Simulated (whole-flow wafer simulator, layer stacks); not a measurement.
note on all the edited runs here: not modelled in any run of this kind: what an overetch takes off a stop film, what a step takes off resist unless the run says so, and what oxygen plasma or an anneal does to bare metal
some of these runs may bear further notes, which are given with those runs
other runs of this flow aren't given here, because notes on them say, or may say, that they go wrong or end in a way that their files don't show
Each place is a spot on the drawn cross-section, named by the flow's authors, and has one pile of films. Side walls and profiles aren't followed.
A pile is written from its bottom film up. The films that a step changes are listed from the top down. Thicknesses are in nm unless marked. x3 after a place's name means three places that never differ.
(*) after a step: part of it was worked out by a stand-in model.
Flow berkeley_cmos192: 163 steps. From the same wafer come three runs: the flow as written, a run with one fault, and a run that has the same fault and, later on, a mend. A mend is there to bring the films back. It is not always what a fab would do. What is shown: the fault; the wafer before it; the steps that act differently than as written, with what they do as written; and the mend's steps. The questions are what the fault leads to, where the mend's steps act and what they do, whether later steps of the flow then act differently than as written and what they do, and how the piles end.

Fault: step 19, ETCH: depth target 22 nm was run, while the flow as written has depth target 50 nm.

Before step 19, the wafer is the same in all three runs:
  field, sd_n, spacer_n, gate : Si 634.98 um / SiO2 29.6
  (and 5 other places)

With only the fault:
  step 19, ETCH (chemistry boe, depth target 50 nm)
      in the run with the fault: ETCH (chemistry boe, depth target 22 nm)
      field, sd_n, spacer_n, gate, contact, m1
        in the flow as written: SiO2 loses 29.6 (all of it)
        in the run with the fault: SiO2 loses 22
  Steps further on in the flow that do not act as written (not shown: 37 more steps that differ only slightly, by at most 2% or 0.5 nm, whichever is larger):
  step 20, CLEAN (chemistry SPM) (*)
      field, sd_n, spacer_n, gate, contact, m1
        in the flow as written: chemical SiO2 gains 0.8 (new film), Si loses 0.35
        in the run with the fault: nothing
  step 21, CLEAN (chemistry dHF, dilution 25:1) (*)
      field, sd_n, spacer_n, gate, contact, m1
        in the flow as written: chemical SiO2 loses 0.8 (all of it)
        in the run with the fault: SiO2 loses 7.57 (all of it)
  The piles end only slightly different from the flow's at the places that both follow, by no more than 2% or 0.5 nm, whichever is larger.

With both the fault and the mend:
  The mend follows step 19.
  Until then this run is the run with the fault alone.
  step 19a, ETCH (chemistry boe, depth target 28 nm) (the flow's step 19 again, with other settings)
      field, sd_n, spacer_n, gate, contact, m1
        SiO2 loses 7.57 (all of it)
  None of the later steps of the flow acts differently than as written at any place that is followed.
  The piles end the same as the flow's at every place that both follow.
